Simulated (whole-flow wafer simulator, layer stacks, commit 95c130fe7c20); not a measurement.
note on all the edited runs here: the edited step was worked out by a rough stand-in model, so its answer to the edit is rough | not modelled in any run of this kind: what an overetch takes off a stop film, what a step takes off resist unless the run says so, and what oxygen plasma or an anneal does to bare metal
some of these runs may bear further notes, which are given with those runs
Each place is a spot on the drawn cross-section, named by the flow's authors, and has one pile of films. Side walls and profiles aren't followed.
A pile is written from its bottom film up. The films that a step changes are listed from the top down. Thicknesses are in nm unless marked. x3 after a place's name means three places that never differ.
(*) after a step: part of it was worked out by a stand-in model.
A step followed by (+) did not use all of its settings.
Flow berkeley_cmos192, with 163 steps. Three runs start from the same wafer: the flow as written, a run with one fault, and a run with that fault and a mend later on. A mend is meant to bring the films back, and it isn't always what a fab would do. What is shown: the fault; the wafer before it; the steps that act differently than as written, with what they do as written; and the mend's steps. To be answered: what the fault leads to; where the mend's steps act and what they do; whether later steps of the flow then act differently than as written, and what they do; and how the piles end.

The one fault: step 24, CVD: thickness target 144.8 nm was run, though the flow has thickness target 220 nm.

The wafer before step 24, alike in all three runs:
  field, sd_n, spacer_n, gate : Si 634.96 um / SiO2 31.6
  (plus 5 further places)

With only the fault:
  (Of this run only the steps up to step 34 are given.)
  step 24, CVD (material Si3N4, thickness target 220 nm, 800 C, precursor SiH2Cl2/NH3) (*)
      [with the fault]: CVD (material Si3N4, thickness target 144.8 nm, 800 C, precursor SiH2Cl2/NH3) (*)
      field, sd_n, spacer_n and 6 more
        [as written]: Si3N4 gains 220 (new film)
        [with the fault]: Si3N4 gains 144.8 (new film)
  Later steps of the flow acting differently than as written:
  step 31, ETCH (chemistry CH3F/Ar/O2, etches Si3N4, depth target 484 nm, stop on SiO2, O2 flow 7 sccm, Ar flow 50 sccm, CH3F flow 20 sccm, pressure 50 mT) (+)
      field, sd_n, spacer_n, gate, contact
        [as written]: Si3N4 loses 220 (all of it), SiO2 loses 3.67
        [with the fault]: Si3N4 loses 144.8 (all of it), SiO2 loses 3.67
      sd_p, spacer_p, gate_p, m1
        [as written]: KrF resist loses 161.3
        [with the fault]: KrF resist loses 111.2
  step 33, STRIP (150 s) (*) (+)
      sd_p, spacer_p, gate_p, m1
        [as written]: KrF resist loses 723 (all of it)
        [with the fault]: KrF resist loses 773.2 (all of it)
  After step 34, at sd_p, spacer_p, gate_p, m1, the piles differ from the flow's by more than 2% or 0.5 nm, whichever is larger.
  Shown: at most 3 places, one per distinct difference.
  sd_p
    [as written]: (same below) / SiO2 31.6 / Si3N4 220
    [with the fault]: (same below) / SiO2 31.6 / Si3N4 144.8

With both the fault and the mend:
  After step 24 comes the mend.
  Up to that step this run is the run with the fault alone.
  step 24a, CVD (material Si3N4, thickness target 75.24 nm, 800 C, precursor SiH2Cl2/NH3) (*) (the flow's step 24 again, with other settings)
      field, sd_n, spacer_n and 6 more
        Si3N4 gains 75.2
  Every later step of the flow that is run acts as written, at every place that is followed, to within 2% or 0.5 nm, whichever is larger.
  By the end, the piles equal the flow's at every place that both follow.
